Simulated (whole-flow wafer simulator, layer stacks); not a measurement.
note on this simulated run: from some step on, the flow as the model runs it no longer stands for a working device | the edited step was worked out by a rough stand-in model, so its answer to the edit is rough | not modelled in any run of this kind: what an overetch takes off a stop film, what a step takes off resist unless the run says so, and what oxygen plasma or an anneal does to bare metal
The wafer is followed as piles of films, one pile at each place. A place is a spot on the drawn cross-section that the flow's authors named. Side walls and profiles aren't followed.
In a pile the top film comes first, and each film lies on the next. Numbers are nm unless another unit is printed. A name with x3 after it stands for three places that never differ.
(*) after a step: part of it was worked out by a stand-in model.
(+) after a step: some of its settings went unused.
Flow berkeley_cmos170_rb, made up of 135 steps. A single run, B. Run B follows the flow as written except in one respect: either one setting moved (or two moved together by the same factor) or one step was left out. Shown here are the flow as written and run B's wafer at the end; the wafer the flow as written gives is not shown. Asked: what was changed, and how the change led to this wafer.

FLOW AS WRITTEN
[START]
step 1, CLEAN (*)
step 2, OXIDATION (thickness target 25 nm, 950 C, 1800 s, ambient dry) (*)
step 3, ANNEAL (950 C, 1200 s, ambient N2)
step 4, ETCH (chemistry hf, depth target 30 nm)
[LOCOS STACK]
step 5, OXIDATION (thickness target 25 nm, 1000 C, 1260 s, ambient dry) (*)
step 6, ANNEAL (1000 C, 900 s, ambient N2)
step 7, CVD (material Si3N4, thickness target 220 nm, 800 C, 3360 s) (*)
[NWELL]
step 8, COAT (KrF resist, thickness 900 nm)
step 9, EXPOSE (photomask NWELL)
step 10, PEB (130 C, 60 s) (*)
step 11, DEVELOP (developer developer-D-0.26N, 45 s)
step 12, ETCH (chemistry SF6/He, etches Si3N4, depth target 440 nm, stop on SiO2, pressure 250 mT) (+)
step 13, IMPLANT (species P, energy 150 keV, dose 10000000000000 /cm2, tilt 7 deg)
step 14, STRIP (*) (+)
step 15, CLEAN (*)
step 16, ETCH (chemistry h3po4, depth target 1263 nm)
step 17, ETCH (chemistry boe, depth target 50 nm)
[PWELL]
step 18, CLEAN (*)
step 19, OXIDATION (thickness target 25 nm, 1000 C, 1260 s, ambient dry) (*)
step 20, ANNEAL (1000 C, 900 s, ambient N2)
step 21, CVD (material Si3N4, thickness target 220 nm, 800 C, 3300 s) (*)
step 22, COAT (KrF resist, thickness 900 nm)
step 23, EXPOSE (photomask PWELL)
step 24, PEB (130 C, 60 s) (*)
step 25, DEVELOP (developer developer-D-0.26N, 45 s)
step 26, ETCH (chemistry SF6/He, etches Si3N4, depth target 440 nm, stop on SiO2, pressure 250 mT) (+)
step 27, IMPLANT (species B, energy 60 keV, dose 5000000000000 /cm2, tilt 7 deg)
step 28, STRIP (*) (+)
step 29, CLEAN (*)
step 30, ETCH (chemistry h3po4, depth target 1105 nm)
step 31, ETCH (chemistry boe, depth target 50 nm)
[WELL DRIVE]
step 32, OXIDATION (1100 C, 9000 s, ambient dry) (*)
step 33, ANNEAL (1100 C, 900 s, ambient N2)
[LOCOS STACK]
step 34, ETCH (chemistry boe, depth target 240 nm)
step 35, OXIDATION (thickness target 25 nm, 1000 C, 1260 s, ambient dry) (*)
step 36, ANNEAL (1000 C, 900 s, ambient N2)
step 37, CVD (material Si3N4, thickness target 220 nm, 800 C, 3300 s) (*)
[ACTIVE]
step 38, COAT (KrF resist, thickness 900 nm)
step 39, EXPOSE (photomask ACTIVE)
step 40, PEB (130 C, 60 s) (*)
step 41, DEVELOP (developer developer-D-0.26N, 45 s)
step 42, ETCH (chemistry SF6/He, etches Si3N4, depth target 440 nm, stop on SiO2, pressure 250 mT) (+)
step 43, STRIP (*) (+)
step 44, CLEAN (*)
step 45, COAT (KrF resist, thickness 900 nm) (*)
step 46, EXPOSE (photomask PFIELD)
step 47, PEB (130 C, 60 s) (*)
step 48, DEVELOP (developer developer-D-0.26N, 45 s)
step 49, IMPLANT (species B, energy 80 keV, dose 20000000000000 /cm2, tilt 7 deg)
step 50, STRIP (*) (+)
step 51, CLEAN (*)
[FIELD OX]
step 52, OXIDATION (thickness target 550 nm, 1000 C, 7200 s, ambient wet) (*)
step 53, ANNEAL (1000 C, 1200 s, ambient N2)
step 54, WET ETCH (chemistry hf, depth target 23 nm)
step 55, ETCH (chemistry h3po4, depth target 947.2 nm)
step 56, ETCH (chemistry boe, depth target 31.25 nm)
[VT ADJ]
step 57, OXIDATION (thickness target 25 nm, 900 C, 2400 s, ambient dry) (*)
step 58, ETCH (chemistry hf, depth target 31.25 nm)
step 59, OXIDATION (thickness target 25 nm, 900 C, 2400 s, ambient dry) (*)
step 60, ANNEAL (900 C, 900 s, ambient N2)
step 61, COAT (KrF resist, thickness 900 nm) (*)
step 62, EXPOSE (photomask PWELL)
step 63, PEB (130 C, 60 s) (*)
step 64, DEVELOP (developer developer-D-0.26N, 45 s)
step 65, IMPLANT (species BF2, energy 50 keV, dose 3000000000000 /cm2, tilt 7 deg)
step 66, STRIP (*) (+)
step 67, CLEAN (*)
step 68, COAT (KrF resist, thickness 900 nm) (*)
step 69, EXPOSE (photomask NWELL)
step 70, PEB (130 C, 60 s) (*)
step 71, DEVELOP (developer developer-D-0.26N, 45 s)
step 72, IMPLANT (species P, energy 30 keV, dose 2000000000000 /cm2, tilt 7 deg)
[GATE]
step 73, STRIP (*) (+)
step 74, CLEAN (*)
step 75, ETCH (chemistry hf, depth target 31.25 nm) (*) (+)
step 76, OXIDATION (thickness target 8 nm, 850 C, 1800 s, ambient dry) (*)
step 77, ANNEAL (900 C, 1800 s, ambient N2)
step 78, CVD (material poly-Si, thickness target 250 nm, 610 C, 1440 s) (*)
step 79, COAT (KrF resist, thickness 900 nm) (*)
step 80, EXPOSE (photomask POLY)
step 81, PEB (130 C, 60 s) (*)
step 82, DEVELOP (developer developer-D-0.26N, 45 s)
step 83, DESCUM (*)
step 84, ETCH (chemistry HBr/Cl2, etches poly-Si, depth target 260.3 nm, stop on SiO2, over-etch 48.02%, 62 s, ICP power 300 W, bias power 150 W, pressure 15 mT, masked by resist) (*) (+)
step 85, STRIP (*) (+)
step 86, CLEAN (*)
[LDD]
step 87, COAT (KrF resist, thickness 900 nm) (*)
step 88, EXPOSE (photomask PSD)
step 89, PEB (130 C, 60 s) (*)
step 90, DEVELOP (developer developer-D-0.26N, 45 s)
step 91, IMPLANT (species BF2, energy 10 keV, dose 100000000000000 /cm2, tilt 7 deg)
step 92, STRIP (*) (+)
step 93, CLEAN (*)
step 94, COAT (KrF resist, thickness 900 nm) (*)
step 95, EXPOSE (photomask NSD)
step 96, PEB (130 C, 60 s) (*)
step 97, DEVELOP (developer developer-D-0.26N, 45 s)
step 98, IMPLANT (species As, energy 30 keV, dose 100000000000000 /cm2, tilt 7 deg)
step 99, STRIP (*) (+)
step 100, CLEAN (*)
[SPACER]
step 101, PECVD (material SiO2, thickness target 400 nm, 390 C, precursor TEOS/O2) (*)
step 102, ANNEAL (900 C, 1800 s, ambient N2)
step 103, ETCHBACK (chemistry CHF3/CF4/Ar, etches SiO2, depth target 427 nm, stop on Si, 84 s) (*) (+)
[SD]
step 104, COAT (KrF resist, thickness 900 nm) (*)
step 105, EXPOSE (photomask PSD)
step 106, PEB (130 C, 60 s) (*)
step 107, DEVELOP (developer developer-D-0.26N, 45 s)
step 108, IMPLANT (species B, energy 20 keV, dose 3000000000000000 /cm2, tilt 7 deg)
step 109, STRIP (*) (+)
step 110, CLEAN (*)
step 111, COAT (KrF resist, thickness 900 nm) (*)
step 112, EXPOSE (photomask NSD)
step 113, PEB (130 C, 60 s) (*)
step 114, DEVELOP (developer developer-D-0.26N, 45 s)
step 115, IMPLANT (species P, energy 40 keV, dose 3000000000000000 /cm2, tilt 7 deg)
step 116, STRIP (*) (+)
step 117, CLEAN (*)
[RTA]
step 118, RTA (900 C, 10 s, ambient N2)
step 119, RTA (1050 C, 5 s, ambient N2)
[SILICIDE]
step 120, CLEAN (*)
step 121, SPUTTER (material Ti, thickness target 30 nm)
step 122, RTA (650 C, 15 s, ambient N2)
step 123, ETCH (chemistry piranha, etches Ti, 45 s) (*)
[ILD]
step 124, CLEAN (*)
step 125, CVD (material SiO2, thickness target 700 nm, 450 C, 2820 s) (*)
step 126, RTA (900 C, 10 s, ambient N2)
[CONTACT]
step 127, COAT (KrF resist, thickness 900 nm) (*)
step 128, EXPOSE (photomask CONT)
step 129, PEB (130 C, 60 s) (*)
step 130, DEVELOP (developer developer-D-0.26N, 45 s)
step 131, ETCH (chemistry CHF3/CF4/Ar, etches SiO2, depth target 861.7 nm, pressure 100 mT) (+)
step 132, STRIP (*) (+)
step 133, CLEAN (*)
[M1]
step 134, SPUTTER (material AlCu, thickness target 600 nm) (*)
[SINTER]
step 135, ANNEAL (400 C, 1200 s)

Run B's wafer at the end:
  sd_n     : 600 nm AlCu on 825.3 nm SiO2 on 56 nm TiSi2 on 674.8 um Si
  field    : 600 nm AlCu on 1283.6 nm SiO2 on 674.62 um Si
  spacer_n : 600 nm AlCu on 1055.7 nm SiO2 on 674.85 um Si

What caused this: step 125, CVD: thickness target 825.3 nm was run, though the flow has thickness target 700 nm; step 125, CVD: 3325 s was run, where the flow has 2820 s.
The wafer lets one read it off: sd_n has SiO2 825.3, and step 125 as written asks for 700 nm.

How this came from the change, step by step:
  step 125, CVD (material SiO2, thickness target 700 nm, 450 C, 2820 s) (*)
      sd_n, gate, sd_p, gate_p, contact, m1: +825.3 SiO2 (new film) (it would be, as written: +700 SiO2 (new film))
      field, spacer_n, spacer_p: +825.3 SiO2 (it would be, as written: +700 SiO2)
  step 131, ETCH (chemistry CHF3/CF4/Ar, etches SiO2, depth target 861.7 nm, pressure 100 mT) (+)
      contact: -825.3 SiO2 (all of it), -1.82 TiSi2 (it would be, as written: -700 SiO2 (all of it), -8.08 TiSi2)
  step 134, SPUTTER (material AlCu, thickness target 600 nm) (*)
      contact: +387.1 AlCu (new film) (it would be, as written: +415.1 AlCu (new film))
